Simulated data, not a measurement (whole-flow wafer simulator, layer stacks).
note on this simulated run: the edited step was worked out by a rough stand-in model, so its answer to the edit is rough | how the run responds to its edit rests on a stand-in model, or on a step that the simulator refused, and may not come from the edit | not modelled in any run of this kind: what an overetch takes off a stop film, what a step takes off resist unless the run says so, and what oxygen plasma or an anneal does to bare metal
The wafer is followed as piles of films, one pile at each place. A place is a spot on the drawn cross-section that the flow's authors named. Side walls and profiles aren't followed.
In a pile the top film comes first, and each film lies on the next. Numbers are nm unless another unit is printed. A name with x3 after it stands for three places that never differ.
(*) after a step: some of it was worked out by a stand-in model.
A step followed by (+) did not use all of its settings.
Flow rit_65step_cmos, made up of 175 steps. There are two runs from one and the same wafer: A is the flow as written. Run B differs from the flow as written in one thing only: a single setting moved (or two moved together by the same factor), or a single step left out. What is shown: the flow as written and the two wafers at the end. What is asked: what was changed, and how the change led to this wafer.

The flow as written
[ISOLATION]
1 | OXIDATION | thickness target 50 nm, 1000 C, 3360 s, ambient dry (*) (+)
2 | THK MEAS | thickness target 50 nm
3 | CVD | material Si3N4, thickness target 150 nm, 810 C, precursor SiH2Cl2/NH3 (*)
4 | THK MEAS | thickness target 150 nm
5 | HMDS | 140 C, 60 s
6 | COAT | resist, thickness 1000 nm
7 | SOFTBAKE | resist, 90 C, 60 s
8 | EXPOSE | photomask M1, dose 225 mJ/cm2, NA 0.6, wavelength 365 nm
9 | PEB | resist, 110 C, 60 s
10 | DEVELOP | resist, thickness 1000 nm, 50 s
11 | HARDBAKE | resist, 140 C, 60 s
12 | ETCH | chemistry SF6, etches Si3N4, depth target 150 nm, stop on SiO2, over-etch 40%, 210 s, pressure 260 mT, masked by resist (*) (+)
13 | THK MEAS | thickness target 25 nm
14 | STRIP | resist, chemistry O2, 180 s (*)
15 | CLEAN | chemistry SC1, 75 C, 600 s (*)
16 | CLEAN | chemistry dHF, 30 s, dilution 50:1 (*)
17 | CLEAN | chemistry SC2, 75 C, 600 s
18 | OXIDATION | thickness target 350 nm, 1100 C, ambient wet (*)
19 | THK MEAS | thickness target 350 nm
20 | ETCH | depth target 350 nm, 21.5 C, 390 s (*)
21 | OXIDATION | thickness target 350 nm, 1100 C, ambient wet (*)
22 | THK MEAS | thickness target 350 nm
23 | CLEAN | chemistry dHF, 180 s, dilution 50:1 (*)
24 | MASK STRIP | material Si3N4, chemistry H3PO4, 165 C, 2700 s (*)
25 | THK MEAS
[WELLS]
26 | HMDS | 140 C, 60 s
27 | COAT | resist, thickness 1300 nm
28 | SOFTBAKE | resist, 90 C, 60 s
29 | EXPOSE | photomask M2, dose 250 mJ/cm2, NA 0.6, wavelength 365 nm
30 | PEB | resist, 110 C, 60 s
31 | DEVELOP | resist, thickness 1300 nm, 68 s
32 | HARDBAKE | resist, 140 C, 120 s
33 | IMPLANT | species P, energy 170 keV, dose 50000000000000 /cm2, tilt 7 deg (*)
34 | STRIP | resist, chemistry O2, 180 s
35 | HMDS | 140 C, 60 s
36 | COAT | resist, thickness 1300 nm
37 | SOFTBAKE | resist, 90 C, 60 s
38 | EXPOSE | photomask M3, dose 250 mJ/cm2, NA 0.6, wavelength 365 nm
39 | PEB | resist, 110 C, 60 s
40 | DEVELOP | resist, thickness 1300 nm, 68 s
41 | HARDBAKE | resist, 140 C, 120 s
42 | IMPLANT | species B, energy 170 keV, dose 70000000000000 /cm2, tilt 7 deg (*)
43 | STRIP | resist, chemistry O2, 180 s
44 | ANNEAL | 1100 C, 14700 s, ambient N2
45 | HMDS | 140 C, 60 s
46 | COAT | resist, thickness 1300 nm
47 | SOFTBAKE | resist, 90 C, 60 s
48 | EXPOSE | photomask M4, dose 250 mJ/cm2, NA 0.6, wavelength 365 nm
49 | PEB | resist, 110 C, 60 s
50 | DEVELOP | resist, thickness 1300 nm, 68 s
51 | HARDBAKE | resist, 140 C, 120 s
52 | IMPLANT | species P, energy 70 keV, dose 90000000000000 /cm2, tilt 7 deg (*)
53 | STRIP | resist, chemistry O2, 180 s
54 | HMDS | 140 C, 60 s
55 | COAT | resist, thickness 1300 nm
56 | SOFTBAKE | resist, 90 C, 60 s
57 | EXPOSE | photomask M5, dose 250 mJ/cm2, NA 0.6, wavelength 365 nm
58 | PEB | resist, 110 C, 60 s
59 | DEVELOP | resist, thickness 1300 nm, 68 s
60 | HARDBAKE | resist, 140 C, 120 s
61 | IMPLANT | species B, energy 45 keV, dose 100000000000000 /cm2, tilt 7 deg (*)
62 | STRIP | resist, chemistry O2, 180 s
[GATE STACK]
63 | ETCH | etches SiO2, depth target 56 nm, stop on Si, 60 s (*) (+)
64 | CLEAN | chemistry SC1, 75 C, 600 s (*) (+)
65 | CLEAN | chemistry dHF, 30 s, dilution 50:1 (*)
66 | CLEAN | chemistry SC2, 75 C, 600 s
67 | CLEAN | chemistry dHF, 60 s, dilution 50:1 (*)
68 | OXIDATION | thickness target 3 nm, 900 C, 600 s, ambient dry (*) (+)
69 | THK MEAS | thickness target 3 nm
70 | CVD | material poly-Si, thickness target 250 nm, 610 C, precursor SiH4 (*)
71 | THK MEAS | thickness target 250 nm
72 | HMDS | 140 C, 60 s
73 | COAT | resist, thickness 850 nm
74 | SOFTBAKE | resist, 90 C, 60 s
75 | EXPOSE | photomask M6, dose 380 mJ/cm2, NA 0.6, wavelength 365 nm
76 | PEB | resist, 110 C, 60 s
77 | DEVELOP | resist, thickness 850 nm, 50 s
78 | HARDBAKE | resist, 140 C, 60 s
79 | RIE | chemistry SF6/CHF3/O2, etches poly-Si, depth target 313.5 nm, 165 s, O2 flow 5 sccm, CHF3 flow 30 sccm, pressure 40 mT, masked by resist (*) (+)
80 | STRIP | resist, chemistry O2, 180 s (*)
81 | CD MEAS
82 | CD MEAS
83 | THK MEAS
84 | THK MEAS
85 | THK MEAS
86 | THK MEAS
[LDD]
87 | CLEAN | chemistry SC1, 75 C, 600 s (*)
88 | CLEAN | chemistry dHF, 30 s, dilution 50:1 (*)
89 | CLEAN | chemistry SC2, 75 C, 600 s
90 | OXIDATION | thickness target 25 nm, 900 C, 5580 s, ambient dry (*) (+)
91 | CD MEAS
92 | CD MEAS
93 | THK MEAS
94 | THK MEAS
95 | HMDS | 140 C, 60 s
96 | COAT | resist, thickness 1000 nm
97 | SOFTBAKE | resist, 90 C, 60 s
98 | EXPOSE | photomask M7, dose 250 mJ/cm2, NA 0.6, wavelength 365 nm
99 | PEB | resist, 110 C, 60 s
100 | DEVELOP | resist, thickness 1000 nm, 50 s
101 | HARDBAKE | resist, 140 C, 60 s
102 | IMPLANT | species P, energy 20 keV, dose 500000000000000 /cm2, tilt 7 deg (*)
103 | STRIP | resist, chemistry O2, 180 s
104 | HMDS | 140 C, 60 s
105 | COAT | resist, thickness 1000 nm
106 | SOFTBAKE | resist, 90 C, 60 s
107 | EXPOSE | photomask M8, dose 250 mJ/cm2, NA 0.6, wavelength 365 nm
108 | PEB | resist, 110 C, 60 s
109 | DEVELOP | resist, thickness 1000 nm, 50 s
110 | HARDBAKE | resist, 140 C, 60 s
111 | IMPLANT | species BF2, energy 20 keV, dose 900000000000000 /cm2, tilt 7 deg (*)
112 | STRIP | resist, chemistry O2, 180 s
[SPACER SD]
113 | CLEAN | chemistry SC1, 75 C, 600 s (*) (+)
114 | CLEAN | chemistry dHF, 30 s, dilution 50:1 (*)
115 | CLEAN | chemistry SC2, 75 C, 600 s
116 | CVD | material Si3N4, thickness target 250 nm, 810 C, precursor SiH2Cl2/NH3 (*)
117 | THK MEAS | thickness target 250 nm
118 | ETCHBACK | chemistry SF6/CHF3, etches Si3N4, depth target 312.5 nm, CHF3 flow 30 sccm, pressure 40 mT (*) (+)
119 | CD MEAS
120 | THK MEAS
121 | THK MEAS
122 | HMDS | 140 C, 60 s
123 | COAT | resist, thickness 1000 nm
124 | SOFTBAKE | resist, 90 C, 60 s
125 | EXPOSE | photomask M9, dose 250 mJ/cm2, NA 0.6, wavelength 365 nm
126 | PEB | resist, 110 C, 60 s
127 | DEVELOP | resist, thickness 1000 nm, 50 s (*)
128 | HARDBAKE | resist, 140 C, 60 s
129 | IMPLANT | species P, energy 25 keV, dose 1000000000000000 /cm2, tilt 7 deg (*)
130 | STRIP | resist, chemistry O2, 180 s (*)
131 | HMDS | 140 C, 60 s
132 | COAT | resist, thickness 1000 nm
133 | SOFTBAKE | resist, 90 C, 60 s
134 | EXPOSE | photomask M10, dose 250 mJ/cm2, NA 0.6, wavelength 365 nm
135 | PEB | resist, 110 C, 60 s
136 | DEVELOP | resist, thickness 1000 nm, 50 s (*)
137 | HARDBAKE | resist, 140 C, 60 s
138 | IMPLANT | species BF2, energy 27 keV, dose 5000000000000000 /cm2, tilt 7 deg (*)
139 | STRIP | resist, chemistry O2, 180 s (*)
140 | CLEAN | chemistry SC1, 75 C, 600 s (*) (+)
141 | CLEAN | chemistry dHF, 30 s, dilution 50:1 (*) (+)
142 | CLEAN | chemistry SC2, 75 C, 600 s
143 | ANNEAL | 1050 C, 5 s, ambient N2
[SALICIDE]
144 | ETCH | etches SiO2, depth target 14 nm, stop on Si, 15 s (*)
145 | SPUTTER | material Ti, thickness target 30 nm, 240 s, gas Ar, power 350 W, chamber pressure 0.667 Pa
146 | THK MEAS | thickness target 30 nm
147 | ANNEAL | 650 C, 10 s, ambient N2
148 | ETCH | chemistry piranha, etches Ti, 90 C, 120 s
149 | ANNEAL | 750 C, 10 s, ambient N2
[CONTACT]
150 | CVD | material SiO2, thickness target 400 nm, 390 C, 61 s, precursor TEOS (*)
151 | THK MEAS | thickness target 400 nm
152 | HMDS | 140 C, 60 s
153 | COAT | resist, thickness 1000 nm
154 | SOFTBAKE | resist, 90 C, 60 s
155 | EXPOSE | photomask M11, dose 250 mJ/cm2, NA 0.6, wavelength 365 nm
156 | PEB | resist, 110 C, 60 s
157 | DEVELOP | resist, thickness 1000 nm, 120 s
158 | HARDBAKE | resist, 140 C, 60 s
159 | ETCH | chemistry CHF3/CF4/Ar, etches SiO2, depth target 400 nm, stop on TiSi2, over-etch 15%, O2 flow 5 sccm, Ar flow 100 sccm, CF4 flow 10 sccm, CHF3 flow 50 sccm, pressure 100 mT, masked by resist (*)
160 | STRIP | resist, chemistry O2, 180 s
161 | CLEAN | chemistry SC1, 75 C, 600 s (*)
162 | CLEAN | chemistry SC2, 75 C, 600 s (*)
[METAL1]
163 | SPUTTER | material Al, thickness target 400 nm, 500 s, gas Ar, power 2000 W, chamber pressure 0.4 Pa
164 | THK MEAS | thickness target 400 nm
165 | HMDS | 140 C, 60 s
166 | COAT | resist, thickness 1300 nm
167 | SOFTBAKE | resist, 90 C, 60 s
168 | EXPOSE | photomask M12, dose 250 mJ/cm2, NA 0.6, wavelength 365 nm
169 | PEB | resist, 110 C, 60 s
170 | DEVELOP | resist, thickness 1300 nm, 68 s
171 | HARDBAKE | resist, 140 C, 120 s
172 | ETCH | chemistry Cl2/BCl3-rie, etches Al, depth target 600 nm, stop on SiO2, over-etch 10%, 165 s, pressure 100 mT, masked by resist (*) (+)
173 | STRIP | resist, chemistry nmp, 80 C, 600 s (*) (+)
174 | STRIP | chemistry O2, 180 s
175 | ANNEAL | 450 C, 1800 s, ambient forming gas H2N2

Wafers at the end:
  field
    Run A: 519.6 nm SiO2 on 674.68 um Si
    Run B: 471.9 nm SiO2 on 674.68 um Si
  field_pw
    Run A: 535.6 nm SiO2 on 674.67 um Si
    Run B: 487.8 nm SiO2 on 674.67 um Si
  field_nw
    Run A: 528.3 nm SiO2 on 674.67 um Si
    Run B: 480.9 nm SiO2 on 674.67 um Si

Cause: step 116, CVD: thickness target 188 nm was run, while the flow as written has thickness target 250 nm.

Step by step, how the change led to this:
  116 | CVD | material Si3N4, thickness target 250 nm, 810 C, precursor SiH2Cl2/NH3 (*)
      field, field_pw, field_nw and 11 more: A Si3N4 gains 250 (new film) | B Si3N4 gains 188 (new film)
  118 | ETCHBACK | chemistry SF6/CHF3, etches Si3N4, depth target 312.5 nm, CHF3 flow 30 sccm, pressure 40 mT (*) (+)
      field, field_pw, field_nw, field_p: A Si3N4 loses 250 (all of it), SiO2 loses 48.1 | B Si3N4 loses 188 (all of it), SiO2 loses 95.8
      gate_n: A Si3N4 loses 250 (all of it), SiO2 loses 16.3 (all of it), poly-Si loses 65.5 | B Si3N4 loses 188 (all of it), SiO2 loses 16.3 (all of it), poly-Si loses 163.9
      (also at 1 further place)
  123 | COAT | resist, thickness 1000 nm
      field: A resist gains 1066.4 (new film) | B resist gains 1097.6 (new film)
      field_pw: A resist gains 1044.8 (new film) | B resist gains 1066.9 (new film)
      (also at 4 further places)
  126 | PEB | resist, 110 C, 60 s
      gate_n, gate_p: A resist loses 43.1 | B resist loses 47
      field: A resist loses 55.6 | B resist loses 57.3
      (also at 3 further places)
  127 | DEVELOP | resist, thickness 1000 nm, 50 s (*)
      field: A resist loses 1010.9 (all of it) | B resist loses 1040.3 (all of it)
      gate_n: A resist loses 791.9 (all of it) | B resist loses 860.6 (all of it)
  128 | HARDBAKE | resist, 140 C, 60 s
      field_pw: A resist loses 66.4 | B resist loses 68.3
      field_nw: A resist loses 67.1 | B resist loses 68.7
      (also at 2 further places)
  130 | STRIP | resist, chemistry O2, 180 s (*)
      field_pw: A resist loses 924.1 (all of it) | B resist loses 943 (all of it)
      field_nw: A resist loses 928.7 (all of it) | B resist loses 947.9 (all of it)
      (also at 2 further places)
  132 | COAT | resist, thickness 1000 nm
      field: A resist gains 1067 (new film) | B resist gains 1098.1 (new film)
      field_pw: A resist gains 1045.2 (new film) | B resist gains 1067.3 (new film)
      (also at 4 further places)
  135 | PEB | resist, 110 C, 60 s
      gate_n, gate_p: A resist loses 43.1 | B resist loses 47
      field: A resist loses 55.6 | B resist loses 57.3
      (also at 3 further places)
  136 | DEVELOP | resist, thickness 1000 nm, 50 s (*)
      field_p: A resist loses 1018 (all of it) | B resist loses 1047.2 (all of it)
      gate_p: A resist loses 792.8 (all of it) | B resist loses 861.4 (all of it)
  137 | HARDBAKE | resist, 140 C, 60 s
      field: A resist loses 68.3 | B resist loses 70.5
      field_pw: A resist loses 66.4 | B resist loses 68.3
      (also at 2 further places)
  139 | STRIP | resist, chemistry O2, 180 s (*)
      field: A resist loses 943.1 (all of it) | B resist loses 970.3 (all of it)
      field_nw: A resist loses 929 (all of it) | B resist loses 948.3 (all of it)
      (also at 1 further place)
  145 | SPUTTER | material Ti, thickness target 30 nm, 240 s, gas Ar, power 350 W, chamber pressure 0.667 Pa
      gate_n: A Ti gains 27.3 (new film) | B Ti gains 30 (new film)
      gate_p: A Ti gains 27.2 (new film) | B Ti gains 30 (new film)
  147 | ANNEAL | 650 C, 10 s, ambient N2
      gate_n: A Ti loses 21.3, TiSi first gains 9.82 (new film), TiSi2 C49 gains 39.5 (new film), poly-Si loses 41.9 | B Ti loses 23.4, TiSi first gains 15.7 (new film), TiSi2 C49 gains 36.2 (new film), poly-Si loses 42.9
      gate_p: A Ti loses 21.2, TiSi first gains 9.56 (new film), TiSi2 C49 gains 39.6 (new film), poly-Si loses 41.9 | B Ti loses 23.4, TiSi first gains 15.7 (new film), TiSi2 C49 gains 36.2 (new film), poly-Si loses 42.9
  148 | ETCH | chemistry piranha, etches Ti, 90 C, 120 s
      gate_n: A Ti loses 6 (all of it), TiSi first loses 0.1 | B Ti loses 6.6 (all of it), TiSi first loses 0.1
      gate_p: A Ti loses 5.97 (all of it), TiSi first loses 0.1 | B Ti loses 6.6 (all of it), TiSi first loses 0.1
  149 | ANNEAL | 750 C, 10 s, ambient N2
      gate_n: A TiSi2 gains 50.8 (new film), TiSi first loses 9.72 (all of it), TiSi2 C49 loses 39.5 (all of it), poly-Si loses 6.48 | B TiSi2 gains 55.9 (new film), TiSi first loses 15.6 (all of it), TiSi2 C49 loses 36.2 (all of it), poly-Si loses 10.4
      gate_p: A TiSi2 gains 50.6 (new film), TiSi first loses 9.46 (all of it), TiSi2 C49 loses 39.6 (all of it), poly-Si loses 6.31 | B TiSi2 gains 55.9 (new film), TiSi first loses 15.6 (all of it), TiSi2 C49 loses 36.2 (all of it), poly-Si loses 10.4
  ... another 7 steps ...
  170 | DEVELOP | resist, thickness 1300 nm, 68 s
      field: A resist loses 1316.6 (all of it) | B resist loses 1348.9 (all of it)
      field_p: A resist loses 1324.1 (all of it) | B resist loses 1356.3 (all of it)
      (also at 2 further places)
